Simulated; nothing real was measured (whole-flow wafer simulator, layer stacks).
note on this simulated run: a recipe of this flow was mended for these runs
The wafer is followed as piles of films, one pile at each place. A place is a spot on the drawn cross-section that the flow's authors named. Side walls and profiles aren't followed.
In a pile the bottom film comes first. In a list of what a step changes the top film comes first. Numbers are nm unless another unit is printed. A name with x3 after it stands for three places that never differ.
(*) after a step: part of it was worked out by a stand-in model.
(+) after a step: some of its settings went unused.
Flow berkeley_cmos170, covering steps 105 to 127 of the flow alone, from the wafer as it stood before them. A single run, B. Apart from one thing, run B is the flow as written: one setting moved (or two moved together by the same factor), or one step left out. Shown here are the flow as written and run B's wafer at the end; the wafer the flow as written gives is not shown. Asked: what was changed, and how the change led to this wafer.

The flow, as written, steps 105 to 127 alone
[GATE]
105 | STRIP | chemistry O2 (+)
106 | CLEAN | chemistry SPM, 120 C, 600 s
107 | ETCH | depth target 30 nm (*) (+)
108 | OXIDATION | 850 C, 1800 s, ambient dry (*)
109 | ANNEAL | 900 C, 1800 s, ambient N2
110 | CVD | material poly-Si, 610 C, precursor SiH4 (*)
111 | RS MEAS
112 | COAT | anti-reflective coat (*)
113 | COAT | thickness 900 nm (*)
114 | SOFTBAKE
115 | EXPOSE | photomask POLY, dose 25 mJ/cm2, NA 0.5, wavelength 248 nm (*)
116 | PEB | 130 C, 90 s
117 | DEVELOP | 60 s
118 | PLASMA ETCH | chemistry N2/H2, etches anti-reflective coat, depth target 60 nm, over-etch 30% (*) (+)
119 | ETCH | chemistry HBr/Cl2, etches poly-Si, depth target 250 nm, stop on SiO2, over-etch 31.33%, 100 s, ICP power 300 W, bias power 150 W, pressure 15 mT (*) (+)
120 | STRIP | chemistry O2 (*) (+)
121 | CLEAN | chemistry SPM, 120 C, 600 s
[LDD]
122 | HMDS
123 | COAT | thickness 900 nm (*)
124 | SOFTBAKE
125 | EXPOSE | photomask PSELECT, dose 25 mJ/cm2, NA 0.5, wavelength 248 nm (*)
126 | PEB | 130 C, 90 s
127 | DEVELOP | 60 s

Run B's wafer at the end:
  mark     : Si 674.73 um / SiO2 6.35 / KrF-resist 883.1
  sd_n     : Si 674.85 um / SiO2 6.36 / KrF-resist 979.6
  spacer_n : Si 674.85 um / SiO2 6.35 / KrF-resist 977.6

What caused this: step 108, OXIDATION: 1584 s was run, though the flow has 1800 s.

Step by step, how the change led to this:
  108 | OXIDATION | 850 C, 1800 s, ambient dry (*)
      mark, sd_n, spacer_n and 9 more: SiO2 gains 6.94 (new film), Si loses 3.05 (in the flow as written it would be: SiO2 gains 7.48 (new film), Si loses 3.29)
